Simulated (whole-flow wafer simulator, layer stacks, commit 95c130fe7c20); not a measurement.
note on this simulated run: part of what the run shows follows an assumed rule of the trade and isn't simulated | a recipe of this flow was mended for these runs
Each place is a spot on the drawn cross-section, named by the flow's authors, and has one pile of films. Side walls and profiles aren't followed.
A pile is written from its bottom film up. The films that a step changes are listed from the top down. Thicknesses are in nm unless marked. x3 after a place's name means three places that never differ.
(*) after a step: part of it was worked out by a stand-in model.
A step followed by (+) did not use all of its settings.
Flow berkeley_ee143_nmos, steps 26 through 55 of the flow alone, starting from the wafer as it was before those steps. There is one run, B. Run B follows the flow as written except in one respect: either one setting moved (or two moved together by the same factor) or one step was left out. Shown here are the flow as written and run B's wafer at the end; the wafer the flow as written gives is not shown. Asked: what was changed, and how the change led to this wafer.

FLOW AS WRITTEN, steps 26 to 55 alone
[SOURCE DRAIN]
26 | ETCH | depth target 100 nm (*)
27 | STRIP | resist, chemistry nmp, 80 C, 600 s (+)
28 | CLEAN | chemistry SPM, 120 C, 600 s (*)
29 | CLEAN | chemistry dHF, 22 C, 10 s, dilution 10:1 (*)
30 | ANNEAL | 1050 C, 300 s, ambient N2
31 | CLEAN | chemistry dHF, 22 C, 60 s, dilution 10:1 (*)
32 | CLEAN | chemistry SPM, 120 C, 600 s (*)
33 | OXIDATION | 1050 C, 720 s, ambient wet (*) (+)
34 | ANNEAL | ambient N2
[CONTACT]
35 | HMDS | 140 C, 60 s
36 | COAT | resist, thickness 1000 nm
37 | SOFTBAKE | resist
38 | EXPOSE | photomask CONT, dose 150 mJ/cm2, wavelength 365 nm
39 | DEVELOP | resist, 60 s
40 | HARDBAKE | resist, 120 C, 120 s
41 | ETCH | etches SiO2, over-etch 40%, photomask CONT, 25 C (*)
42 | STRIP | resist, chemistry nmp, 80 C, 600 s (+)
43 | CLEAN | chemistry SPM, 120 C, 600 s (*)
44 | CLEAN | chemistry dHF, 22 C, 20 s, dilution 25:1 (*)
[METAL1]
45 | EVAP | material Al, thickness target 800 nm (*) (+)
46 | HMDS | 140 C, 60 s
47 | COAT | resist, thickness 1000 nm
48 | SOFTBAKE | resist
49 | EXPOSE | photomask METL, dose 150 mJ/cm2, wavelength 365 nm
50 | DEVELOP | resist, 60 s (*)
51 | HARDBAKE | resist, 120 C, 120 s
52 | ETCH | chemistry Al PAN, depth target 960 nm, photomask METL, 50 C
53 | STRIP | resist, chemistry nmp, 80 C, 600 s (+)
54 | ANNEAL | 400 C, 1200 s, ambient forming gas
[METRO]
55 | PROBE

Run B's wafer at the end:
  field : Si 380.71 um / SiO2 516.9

Cause: step 26, ETCH: depth target 88 nm was run, while the flow as written has depth target 100 nm; step 31, CLEAN: 53 s was run, where the flow has 60 s.

How this came from the change, step by step:
  26 | ETCH | depth target 100 nm (*)
      field: -88 SiO2 (it would be, as written: -100 SiO2)
  31 | CLEAN | chemistry dHF, 22 C, 60 s, dilution 10:1 (*)
      field: -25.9 SiO2 (it would be, as written: -29.3 SiO2)
  33 | OXIDATION | 1050 C, 720 s, ambient wet (*) (+)
      field: +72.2 SiO2, -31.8 Si (it would be, as written: +73.9 SiO2, -32.5 Si)
